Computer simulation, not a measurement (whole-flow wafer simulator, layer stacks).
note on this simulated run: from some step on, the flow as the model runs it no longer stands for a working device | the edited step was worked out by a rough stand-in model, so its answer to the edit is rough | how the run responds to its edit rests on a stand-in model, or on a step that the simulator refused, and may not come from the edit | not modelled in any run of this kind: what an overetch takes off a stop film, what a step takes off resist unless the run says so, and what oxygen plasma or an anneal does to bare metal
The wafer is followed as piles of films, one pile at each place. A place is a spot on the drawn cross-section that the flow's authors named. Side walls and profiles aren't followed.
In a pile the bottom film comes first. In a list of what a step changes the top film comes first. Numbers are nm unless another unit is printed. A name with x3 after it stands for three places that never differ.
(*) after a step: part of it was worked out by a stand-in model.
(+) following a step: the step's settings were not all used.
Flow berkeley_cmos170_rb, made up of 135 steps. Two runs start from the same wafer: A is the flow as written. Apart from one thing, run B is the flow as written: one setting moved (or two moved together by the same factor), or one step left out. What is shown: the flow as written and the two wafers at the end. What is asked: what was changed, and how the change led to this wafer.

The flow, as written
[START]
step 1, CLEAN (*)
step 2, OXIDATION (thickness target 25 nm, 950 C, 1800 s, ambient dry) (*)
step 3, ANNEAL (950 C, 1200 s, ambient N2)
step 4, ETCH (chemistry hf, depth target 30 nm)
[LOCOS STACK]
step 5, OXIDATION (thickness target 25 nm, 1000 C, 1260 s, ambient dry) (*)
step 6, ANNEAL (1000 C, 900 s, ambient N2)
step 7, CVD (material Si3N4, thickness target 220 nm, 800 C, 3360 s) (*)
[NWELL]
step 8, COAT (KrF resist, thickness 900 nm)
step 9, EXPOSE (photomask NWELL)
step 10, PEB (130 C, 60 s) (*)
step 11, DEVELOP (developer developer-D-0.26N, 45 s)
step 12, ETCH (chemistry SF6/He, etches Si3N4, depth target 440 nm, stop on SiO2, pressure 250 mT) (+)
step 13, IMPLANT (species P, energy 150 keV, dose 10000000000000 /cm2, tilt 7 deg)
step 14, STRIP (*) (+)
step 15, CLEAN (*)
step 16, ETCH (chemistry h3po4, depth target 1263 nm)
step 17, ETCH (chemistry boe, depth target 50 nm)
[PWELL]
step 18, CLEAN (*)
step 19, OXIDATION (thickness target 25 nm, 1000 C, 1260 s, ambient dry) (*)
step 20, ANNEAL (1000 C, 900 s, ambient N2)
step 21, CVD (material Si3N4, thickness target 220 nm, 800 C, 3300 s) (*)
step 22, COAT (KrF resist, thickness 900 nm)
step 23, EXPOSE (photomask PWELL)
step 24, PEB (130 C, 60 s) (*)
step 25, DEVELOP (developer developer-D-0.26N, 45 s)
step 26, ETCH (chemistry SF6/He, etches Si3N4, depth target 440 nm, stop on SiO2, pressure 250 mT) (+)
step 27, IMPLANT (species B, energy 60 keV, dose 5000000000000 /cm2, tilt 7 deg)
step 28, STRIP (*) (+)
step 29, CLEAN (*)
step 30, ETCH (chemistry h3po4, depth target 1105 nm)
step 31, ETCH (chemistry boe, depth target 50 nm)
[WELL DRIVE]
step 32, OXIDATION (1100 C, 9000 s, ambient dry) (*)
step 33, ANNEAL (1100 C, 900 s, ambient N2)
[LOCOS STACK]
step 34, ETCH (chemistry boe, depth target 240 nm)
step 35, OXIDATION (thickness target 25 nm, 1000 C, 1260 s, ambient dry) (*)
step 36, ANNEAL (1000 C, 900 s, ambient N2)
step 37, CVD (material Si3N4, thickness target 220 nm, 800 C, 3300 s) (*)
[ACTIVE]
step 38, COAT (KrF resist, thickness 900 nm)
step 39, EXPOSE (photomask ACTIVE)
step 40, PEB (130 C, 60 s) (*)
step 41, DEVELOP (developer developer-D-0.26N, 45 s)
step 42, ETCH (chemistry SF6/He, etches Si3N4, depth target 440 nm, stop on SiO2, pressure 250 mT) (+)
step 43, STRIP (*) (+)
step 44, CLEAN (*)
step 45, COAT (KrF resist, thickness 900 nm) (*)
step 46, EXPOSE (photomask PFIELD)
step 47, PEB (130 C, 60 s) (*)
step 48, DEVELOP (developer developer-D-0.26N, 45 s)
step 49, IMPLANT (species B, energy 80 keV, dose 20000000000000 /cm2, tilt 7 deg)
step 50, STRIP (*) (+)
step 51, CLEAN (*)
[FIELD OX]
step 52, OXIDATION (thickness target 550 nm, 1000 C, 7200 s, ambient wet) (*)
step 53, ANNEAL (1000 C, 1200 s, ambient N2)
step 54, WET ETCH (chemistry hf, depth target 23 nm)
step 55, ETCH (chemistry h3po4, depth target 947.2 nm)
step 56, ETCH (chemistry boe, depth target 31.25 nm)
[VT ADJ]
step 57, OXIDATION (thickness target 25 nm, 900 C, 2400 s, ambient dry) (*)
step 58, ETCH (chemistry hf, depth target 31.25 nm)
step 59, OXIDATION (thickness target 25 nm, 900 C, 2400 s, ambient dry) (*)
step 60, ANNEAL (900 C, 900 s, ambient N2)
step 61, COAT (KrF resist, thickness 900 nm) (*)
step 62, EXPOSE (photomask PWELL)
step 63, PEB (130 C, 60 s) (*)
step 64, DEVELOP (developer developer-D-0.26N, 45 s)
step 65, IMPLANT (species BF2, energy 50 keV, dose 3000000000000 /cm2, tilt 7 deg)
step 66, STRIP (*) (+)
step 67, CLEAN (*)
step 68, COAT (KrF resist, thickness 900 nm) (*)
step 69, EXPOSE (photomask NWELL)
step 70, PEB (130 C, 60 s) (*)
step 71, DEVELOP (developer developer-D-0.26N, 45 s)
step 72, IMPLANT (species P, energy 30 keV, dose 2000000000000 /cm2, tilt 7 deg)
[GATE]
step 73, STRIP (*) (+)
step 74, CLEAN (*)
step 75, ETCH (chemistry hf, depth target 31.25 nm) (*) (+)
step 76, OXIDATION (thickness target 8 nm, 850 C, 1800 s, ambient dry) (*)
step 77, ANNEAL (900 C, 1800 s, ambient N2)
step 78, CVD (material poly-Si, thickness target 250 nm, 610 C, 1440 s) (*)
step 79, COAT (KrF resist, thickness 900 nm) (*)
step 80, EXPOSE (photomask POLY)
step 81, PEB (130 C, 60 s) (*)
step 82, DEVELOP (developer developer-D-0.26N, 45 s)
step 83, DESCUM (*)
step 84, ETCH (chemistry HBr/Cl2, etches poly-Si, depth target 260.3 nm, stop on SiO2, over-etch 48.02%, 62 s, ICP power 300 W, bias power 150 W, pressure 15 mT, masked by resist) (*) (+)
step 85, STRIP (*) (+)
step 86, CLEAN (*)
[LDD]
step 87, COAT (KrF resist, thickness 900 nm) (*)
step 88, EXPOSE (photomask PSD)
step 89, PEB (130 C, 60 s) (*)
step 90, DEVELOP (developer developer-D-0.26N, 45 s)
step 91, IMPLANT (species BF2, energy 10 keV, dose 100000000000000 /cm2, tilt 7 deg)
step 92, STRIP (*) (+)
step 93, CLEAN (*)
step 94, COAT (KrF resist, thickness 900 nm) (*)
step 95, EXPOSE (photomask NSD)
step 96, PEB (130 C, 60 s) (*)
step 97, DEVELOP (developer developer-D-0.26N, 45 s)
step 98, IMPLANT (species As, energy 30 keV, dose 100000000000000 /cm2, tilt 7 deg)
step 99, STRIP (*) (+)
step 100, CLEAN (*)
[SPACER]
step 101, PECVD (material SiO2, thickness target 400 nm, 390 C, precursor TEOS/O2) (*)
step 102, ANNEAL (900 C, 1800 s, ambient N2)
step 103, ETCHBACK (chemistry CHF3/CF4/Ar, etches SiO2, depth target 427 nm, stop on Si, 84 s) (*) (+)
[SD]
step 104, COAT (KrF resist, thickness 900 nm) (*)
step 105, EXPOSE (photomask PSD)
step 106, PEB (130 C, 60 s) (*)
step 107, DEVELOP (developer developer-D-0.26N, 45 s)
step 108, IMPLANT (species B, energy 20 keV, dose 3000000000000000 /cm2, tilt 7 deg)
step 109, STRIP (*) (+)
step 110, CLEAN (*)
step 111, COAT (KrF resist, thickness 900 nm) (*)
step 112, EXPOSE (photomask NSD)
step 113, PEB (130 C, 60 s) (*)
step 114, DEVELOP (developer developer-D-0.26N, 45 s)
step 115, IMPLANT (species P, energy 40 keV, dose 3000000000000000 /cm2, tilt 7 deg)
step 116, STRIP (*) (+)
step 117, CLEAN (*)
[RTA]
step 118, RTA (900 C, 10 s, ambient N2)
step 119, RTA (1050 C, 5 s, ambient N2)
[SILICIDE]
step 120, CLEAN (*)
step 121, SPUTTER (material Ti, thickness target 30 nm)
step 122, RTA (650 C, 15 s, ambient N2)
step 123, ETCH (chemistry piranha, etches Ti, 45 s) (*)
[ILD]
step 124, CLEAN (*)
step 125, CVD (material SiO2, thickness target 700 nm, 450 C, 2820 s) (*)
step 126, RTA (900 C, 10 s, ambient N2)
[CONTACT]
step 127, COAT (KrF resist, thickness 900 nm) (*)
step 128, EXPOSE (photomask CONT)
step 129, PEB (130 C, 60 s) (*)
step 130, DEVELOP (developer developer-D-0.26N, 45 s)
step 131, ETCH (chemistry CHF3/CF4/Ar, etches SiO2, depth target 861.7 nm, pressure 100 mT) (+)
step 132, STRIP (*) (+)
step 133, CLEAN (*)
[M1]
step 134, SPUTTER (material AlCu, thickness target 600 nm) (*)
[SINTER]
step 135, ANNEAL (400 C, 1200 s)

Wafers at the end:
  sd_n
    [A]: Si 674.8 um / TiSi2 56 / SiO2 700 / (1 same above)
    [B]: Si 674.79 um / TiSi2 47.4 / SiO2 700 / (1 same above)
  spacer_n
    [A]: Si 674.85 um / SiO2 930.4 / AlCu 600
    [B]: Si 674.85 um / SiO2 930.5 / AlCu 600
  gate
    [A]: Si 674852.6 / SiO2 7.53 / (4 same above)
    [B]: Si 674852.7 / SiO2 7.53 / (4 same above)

Cause: step 37, CVD: 1320 s was run, though the flow has 3300 s.

The path from the change to this, step by step:
  step 37, CVD (material Si3N4, thickness target 220 nm, 800 C, 3300 s) (*)
      field, sd_n, spacer_n and 6 more: A +220 Si3N4 (new film) | B +88 Si3N4 (new film)
  step 42, ETCH (chemistry SF6/He, etches Si3N4, depth target 440 nm, stop on SiO2, pressure 250 mT) (+)
      sd_n, spacer_n, gate, sd_p, spacer_p, gate_p, contact, m1: A -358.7 KrF resist | B -143.5 KrF resist
      field: A -220 Si3N4 (all of it) | B -88 Si3N4 (all of it)
  step 43, STRIP (*) (+)
      sd_n, spacer_n, gate, sd_p, spacer_p, gate_p, contact, m1: A -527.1 KrF resist (all of it) | B -742.3 KrF resist (all of it)
  step 45, COAT (KrF resist, thickness 900 nm) (*)
      field: A +1066.8 KrF resist (new film) | B +966.9 KrF resist (new film)
      sd_n: A +854.5 KrF resist (new film) | B +881.9 KrF resist (new film)
      (also at 3 further places)
  step 48, DEVELOP (developer developer-D-0.26N, 45 s)
      field: A -1066.8 KrF resist (all of it) | B -966.9 KrF resist (all of it)
  step 50, STRIP (*) (+)
      sd_n: A -840.3 KrF resist (all of it) | B -867.7 KrF resist (all of it)
      sd_p: A -850.3 KrF resist (all of it) | B -871.6 KrF resist (all of it)
      (also at 2 further places)
  step 52, OXIDATION (thickness target 550 nm, 1000 C, 7200 s, ambient wet) (*)
      gate: A +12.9 SiO2 (new film), -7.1 Si3N4, +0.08 SiO2, -0.08 Si | B +12.9 SiO2 (new film), -7.1 Si3N4
      contact: A +12.9 SiO2 (new film), -7.1 Si3N4 | B +12.9 SiO2 (new film), -7.1 Si3N4, +0.14 SiO2, -0.06 Si
      (also at 3 further places)
  step 55, ETCH (chemistry h3po4, depth target 947.2 nm)
      sd_n, spacer_n, gate, sd_p, spacer_p, gate_p, contact, m1: A -212.9 Si3N4 (all of it) | B -80.9 Si3N4 (all of it)
  step 56, ETCH (chemistry boe, depth target 31.25 nm)
      sd_n: A -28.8 SiO2 (all of it) | B -31.2 SiO2
      sd_p: A -26.6 SiO2 (all of it) | B -31.2 SiO2
      (also at 1 further place)
  step 57, OXIDATION (thickness target 25 nm, 900 C, 2400 s, ambient dry) (*)
      sd_n: A +15 SiO2 (new film), -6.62 Si | B +5.81 SiO2, -2.56 Si
      sd_p: A +15 SiO2 (new film), -6.62 Si | B +12.4 SiO2, -5.46 Si
      (also at 1 further place)
  step 58, ETCH (chemistry hf, depth target 31.25 nm)
      sd_n, m1: A -15 SiO2 (all of it) | B -31.2 SiO2
      sd_p: A -15 SiO2 (all of it) | B -20.7 SiO2 (all of it)
  step 59, OXIDATION (thickness target 25 nm, 900 C, 2400 s, ambient dry) (*)
      sd_n: A +15 SiO2 (new film), -6.62 Si | B +9.12 SiO2, -4.01 Si
      m1: A +15 SiO2 (new film), -6.62 Si | B +5.92 SiO2, -2.61 Si
  step 75, ETCH (chemistry hf, depth target 31.25 nm) (*) (+)
      m1: A -15 SiO2 (all of it) | B -31.2 SiO2
      sd_n: A -15 SiO2 (all of it) | B -28.7 SiO2 (all of it)
  step 76, OXIDATION (thickness target 8 nm, 850 C, 1800 s, ambient dry) (*)
      m1: A +7.53 SiO2 (new film), -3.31 Si | B +4.08 SiO2, -1.79 Si
  step 103, ETCHBACK (chemistry CHF3/CF4/Ar, etches SiO2, depth target 427 nm, stop on Si, 84 s) (*) (+)
      m1: A -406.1 SiO2 (all of it) | B -419.2 SiO2 (all of it)
  step 121, SPUTTER (material Ti, thickness target 30 nm)
      sd_n: A +30 Ti (new film) | B +25.4 Ti (new film)
  ... another 3 steps ...
  step 132, STRIP (*) (+)
      m1: A -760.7 KrF resist (all of it) | B -778.1 KrF resist (all of it)
